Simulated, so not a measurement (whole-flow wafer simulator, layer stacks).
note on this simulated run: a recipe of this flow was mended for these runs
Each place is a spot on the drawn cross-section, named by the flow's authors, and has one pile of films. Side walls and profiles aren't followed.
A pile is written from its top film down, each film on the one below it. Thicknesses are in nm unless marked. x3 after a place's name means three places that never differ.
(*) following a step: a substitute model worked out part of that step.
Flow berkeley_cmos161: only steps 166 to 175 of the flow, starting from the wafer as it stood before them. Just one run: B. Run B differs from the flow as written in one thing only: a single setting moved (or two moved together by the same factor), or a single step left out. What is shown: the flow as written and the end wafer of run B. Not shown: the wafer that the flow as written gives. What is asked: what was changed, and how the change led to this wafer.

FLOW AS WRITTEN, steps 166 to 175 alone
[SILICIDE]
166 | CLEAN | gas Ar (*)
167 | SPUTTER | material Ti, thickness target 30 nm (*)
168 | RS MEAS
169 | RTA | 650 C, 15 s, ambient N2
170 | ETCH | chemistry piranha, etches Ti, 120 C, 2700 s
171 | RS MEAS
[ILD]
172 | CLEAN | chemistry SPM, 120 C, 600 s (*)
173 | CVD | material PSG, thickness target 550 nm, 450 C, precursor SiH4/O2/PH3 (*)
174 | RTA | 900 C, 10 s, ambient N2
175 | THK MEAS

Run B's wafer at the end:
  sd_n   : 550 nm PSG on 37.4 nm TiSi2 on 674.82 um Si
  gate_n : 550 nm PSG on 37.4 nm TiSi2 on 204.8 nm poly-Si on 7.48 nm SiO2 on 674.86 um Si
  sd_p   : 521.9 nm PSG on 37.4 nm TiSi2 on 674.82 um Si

Cause: step 167, SPUTTER: thickness target 21 nm was run, though the flow has thickness target 30 nm.

How this came from the change, step by step:
  167 | SPUTTER | material Ti, thickness target 30 nm (*)
      field, sd_n, spacer_n, gate_n, sd_p, spacer_p, gate_p, contact x2: Ti gains 21 (new film) (as written it would have been: Ti gains 30 (new film))
  169 | RTA | 650 C, 15 s, ambient N2
      sd_n, sd_p, contact x2: Ti loses 16.4, TiSi2 C49 gains 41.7 (new film), Si loses 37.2 (as written it would have been: Ti loses 23.4, TiSi first gains 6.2 (new film), TiSi2 C49 gains 50.3 (new film), Si loses 49)
      gate_n, gate_p: Ti loses 16.4, TiSi2 C49 gains 41.7 (new film), poly-Si loses 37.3 (as written it would have been: Ti loses 23.4, TiSi first gains 6.2 (new film), TiSi2 C49 gains 50.3 (new film), poly-Si loses 49.2)
  170 | ETCH | chemistry piranha, etches Ti, 120 C, 2700 s
      sd_n, gate_n, sd_p, gate_p, contact x2: Ti loses 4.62 (all of it), TiSi2 C49 loses 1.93 (as written it would have been: Ti loses 6.6 (all of it), TiSi first loses 1.93)
      field, spacer_n, spacer_p: Ti loses 21 (all of it) (as written it would have been: Ti loses 30 (all of it))
  174 | RTA | 900 C, 10 s, ambient N2
      sd_n, sd_p, contact x2: under 1 film: TiSi2 gains 37.4 (new film), TiSi2 C49 loses 39.7 (all of it) (as written it would have been: under 1 film: TiSi2 gains 53.3 (new film), TiSi first loses 4.27 (all of it), TiSi2 C49 loses 50.3 (all of it), Si loses 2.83)
      gate_n, gate_p: under 1 film: TiSi2 gains 37.4 (new film), TiSi2 C49 loses 39.7 (all of it) (as written it would have been: under 1 film: TiSi2 gains 53.3 (new film), TiSi first loses 4.27 (all of it), TiSi2 C49 loses 50.3 (all of it), poly-Si loses 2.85)
